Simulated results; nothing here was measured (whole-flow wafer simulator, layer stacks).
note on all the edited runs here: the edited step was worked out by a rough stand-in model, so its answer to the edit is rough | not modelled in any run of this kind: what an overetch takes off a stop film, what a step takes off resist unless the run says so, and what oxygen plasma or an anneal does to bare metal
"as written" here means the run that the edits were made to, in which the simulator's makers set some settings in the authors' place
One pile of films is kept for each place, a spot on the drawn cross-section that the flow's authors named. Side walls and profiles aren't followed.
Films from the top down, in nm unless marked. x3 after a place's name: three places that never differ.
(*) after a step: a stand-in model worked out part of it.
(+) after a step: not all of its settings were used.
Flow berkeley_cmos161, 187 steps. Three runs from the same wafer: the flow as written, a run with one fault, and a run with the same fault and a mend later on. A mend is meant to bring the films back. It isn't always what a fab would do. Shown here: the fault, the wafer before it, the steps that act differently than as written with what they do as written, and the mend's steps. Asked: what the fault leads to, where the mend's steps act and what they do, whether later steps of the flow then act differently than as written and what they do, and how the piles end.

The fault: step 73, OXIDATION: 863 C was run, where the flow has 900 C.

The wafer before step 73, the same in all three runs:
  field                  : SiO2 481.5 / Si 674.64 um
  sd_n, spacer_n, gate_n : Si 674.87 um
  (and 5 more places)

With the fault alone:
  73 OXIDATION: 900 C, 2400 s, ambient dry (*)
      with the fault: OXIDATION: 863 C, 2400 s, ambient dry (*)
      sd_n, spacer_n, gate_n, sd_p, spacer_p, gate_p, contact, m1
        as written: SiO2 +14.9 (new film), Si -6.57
        with the fault: SiO2 +10.2 (new film), Si -4.5
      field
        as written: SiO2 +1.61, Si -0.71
        with the fault: SiO2 +0.81, Si -0.36
  Later steps of the flow that act differently than as written (49 more steps differ only slightly, by at most 2% or 0.5 nm, whichever is larger, and aren't shown):
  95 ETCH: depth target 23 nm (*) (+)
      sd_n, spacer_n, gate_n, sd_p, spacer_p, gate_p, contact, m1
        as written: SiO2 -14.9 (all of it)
        with the fault: SiO2 -10.2 (all of it)
  At the end the piles differ from the flow's only slightly at the places that both follow, by at most 2% or 0.5 nm, whichever is larger.

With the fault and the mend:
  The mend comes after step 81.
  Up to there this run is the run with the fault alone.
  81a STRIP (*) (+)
      sd_p
        KrF resist -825 (all of it)
      spacer_p
        KrF resist -807.1 (all of it)
      gate_p
        KrF resist -806.1 (all of it)
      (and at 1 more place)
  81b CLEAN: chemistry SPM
      changes no film at any place that is followed
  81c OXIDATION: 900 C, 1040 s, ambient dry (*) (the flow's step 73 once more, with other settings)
      sd_n, spacer_n, gate_n, sd_p, spacer_p, gate_p, contact, m1
        SiO2 +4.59, Si -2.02
      field
        SiO2 +0.7, Si -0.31
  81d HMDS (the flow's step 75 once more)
      changes no film at any place that is followed
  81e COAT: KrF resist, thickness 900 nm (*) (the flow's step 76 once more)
      field
        KrF resist +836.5 (new film)
      sd_n
        KrF resist +1024.5 (new film)
      spacer_n
        KrF resist +984.7 (new film)
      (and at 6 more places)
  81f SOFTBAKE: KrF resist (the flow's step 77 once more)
      changes no film at any place that is followed
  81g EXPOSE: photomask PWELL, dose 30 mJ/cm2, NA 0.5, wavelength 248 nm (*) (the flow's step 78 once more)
      changes no film at any place that is followed
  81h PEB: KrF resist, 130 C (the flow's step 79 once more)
      sd_n, m1
        KrF resist -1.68
      spacer_n, gate_n
        KrF resist -1.61
      spacer_p, gate_p
        KrF resist -1.6
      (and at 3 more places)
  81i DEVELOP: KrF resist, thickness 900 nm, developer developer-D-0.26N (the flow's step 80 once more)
      sd_p, spacer_p, gate_p, m1
        KrF resist -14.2
      field
        KrF resist -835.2 (all of it)
      sd_n
        KrF resist -1022.8 (all of it)
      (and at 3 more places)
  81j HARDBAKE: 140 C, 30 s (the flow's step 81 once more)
      sd_p
        KrF resist -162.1
      spacer_p
        KrF resist -158.7
      gate_p
        KrF resist -158.5
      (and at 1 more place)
  No later step of the flow acts differently than as written, at any place that is followed, by more than 2% or 0.5 nm, whichever is larger.
  At the end the piles differ from the flow's only slightly at the places that both follow, by at most 2% or 0.5 nm, whichever is larger.
